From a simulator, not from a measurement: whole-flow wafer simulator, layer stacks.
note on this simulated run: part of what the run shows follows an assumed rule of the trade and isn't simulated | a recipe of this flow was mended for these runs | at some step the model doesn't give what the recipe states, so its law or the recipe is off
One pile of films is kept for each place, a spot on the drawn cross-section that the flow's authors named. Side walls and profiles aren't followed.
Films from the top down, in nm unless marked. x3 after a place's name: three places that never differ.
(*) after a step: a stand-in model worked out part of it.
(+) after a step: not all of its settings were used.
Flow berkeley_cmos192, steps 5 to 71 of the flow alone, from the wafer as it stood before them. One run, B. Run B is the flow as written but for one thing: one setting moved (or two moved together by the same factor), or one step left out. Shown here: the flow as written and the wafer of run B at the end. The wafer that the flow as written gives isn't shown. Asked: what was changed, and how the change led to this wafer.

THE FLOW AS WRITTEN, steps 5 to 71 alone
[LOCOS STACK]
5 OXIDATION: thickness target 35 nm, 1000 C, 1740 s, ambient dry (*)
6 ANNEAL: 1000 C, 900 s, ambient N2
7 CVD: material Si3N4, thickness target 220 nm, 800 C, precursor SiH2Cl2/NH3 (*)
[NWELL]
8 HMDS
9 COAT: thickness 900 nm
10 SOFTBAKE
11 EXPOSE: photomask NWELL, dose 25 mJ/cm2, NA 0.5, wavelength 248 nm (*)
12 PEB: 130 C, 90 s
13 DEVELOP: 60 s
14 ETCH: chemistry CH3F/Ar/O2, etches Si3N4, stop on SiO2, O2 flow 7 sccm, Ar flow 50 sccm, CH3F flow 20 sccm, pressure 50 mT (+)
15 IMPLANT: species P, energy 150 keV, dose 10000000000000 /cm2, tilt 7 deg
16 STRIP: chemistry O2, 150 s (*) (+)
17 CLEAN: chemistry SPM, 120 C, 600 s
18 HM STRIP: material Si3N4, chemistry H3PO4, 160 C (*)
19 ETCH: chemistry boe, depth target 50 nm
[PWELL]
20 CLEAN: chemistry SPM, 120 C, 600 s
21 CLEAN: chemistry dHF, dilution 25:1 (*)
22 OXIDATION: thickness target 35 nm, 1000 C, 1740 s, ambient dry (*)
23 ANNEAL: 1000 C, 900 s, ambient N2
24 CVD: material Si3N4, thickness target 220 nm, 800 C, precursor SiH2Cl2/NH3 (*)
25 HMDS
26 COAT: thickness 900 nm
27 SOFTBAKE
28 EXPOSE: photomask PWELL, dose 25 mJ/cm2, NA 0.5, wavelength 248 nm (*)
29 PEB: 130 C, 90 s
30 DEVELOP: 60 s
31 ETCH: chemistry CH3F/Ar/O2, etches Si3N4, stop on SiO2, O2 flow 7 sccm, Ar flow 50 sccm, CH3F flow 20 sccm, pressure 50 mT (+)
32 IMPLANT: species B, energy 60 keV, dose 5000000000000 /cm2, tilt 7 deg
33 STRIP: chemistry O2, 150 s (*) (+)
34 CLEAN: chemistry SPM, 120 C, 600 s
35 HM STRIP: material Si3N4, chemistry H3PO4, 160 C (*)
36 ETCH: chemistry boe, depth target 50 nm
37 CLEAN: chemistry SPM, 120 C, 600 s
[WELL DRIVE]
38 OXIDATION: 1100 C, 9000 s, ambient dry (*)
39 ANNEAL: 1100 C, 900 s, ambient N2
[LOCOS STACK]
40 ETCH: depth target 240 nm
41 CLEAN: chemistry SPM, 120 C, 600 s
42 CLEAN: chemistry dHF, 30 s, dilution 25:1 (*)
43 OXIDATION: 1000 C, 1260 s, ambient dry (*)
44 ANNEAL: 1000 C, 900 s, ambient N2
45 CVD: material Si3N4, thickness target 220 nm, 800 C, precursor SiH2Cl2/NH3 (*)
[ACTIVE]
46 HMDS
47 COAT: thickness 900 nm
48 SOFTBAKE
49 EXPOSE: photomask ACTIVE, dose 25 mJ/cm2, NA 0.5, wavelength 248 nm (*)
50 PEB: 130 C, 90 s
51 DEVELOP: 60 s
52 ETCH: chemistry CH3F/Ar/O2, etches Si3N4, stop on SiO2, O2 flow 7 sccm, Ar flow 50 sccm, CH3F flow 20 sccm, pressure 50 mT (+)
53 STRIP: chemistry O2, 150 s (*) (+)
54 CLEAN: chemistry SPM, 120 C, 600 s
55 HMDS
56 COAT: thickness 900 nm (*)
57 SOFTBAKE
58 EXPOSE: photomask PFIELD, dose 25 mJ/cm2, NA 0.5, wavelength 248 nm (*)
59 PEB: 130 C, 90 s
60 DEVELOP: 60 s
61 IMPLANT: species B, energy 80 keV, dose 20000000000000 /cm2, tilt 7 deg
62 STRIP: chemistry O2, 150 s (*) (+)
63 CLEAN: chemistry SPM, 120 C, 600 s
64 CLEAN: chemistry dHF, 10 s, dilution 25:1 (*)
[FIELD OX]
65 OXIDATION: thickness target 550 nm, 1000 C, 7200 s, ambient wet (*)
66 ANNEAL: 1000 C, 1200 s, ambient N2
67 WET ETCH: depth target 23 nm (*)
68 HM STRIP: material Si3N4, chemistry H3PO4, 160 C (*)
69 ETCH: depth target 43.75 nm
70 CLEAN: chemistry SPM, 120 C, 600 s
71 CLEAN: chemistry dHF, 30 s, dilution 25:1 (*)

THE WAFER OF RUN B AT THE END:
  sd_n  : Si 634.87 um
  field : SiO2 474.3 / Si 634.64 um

The cause: step 5, OXIDATION: 850 C was run, where the flow has 1000 C.

How the change led to this, step by step:
  5 OXIDATION: thickness target 35 nm, 1000 C, 1740 s, ambient dry (*)
      field, sd_n, spacer_n and 6 more: SiO2 +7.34 (new film), Si -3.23 (as written it would be: SiO2 +31.6 (new film), Si -13.9)
  18 HM STRIP: material Si3N4, chemistry H3PO4, 160 C (*)
      field, sd_n, spacer_n, gate, contact, m1: chemical SiO2 +0.5 (new film), Si3N4 -220 (all of it), SiO2 -7.34 (all of it), Si -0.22 (as written it would be: Si3N4 -220 (all of it), SiO2 -12.9)
      sd_p, spacer_p, gate_p: chemical SiO2 +0.5 (new film), SiO2 -3.67 (all of it), Si -0.22 (as written it would be: SiO2 -20.3)
  19 ETCH: chemistry boe, depth target 50 nm
      field, sd_n, spacer_n, gate, contact, m1: chemical SiO2 -0.5 (all of it) (as written it would be: SiO2 -18.7 (all of it))
      sd_p, spacer_p, gate_p: chemical SiO2 -0.5 (all of it) (as written it would be: SiO2 -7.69 (all of it))
